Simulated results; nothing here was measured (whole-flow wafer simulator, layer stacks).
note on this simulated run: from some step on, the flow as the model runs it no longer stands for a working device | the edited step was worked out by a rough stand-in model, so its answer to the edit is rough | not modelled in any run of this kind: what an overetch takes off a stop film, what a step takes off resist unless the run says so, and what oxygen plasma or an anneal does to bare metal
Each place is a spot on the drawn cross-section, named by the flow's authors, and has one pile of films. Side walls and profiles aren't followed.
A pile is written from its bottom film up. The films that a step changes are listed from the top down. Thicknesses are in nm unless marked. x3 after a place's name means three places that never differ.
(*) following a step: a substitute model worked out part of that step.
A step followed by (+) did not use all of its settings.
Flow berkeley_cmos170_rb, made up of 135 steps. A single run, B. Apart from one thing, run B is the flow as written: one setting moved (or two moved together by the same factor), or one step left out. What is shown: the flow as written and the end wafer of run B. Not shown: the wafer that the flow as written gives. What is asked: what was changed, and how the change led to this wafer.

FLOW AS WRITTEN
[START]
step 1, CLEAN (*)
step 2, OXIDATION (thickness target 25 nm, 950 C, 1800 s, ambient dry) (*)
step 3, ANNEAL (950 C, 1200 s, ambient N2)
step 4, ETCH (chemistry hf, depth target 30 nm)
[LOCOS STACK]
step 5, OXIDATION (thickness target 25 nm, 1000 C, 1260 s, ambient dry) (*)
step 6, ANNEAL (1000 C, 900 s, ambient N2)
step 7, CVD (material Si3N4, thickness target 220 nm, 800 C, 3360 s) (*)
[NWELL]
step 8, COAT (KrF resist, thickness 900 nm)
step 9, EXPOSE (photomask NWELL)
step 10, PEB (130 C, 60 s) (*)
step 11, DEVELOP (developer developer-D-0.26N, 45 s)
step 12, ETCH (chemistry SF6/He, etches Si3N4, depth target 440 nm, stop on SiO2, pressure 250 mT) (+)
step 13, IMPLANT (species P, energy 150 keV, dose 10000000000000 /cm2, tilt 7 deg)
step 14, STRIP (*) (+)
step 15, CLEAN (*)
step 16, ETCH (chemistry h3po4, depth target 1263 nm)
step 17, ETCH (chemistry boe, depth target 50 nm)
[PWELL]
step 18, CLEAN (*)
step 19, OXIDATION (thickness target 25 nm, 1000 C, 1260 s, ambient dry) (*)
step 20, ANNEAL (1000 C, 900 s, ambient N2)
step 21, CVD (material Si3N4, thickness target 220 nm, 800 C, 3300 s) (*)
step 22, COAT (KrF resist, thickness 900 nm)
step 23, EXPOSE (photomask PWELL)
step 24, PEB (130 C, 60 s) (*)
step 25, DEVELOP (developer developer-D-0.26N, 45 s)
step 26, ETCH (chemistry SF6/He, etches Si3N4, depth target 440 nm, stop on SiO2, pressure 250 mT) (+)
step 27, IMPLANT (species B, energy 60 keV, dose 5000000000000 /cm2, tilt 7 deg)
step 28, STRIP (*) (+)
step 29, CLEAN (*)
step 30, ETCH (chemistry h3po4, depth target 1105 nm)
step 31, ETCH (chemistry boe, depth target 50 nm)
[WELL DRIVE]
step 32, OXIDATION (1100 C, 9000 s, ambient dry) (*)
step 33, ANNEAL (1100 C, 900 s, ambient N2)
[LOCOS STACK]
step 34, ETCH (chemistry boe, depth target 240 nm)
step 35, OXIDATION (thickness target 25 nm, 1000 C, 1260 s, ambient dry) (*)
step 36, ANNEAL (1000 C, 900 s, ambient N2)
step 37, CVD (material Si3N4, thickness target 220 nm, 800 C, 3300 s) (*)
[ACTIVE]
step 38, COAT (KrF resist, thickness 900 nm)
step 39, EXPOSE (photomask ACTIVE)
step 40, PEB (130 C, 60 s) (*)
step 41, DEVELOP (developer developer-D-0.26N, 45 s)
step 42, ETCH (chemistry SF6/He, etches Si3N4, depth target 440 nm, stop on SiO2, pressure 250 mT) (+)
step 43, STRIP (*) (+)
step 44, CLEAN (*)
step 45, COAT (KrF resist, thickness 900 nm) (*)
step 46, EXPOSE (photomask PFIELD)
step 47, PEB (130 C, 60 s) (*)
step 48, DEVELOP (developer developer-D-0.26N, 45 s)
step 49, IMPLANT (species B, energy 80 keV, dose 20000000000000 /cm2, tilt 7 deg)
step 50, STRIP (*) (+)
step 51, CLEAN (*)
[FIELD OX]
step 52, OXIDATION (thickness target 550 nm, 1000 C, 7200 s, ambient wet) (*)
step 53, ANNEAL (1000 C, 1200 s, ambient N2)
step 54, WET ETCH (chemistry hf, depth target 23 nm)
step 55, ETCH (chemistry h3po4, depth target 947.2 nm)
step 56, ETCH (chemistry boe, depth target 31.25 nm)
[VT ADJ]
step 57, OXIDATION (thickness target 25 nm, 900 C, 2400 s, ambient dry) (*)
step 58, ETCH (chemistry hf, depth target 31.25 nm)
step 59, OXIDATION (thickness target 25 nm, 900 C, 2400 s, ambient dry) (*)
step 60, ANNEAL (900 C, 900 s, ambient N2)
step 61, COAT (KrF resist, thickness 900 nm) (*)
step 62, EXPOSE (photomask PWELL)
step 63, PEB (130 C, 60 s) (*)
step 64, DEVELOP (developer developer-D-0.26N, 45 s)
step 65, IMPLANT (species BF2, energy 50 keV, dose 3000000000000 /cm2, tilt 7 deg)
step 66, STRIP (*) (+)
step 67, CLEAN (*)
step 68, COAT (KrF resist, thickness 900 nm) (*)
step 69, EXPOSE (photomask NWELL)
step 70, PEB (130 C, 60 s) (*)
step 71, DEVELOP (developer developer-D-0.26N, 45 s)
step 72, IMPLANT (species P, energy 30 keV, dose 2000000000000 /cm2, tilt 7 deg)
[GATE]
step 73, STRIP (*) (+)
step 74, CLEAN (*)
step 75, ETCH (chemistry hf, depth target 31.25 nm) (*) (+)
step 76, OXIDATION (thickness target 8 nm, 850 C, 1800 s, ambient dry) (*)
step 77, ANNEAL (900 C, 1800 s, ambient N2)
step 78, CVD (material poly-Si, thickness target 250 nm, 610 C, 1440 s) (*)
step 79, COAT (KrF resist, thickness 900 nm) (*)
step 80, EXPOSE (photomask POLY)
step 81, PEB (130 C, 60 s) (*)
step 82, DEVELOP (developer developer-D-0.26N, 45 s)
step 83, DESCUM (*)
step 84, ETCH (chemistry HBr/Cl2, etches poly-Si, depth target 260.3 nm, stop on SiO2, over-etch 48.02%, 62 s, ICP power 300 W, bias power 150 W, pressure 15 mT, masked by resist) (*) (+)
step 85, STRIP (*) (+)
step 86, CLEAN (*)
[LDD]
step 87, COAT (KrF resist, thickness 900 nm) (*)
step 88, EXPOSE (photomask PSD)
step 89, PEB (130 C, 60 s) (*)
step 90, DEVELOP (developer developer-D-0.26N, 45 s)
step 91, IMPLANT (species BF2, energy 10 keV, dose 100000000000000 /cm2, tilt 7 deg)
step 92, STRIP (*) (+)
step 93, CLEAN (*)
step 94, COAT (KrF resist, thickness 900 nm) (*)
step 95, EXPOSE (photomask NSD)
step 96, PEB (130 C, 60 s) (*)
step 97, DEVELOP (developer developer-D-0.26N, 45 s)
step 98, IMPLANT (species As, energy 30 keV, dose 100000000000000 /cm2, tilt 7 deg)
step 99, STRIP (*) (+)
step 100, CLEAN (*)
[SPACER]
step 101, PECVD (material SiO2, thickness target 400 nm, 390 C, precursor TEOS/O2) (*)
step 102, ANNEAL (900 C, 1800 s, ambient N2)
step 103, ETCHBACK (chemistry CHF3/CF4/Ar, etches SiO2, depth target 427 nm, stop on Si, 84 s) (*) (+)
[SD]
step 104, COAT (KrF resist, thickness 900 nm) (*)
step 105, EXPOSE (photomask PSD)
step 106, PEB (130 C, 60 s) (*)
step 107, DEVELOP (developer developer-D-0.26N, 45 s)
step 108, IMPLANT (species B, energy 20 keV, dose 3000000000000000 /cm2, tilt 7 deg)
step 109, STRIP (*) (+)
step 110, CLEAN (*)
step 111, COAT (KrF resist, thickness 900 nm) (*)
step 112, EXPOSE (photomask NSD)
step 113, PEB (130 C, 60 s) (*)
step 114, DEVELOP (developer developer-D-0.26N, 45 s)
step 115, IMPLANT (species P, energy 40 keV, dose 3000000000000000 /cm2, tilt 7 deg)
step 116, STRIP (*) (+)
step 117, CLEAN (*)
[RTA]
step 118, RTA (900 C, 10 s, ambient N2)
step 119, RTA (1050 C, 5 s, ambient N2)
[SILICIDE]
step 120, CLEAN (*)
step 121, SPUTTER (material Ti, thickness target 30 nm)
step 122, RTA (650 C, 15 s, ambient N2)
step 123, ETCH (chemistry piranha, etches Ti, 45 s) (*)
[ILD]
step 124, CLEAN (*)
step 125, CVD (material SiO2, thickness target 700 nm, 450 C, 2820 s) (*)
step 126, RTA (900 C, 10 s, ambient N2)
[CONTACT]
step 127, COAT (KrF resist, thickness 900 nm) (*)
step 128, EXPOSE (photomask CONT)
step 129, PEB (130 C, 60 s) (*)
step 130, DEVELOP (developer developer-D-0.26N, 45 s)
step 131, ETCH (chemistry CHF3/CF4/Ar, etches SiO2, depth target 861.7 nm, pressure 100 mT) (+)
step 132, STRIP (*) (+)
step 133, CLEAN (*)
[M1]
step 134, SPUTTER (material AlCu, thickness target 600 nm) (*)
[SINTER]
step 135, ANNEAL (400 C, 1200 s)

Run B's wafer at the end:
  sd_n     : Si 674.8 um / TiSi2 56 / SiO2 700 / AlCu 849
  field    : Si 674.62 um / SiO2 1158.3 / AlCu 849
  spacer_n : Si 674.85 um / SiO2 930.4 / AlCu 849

Cause: step 134, SPUTTER: thickness target 849 nm was run, while the flow as written has thickness target 600 nm.
One can read it off the wafer: sd_n has AlCu 849, and step 134 as written asks for 600 nm.

The path from the change to this, step by step:
  step 134, SPUTTER (material AlCu, thickness target 600 nm) (*)
      field, sd_n, spacer_n, gate, spacer_p, gate_p, m1: +849 AlCu (new film) (in the flow as written it would be: +600 AlCu (new film))
      sd_p: +785.5 AlCu (new film) (in the flow as written it would be: +545.9 AlCu (new film))
      (and at 1 other place as well)
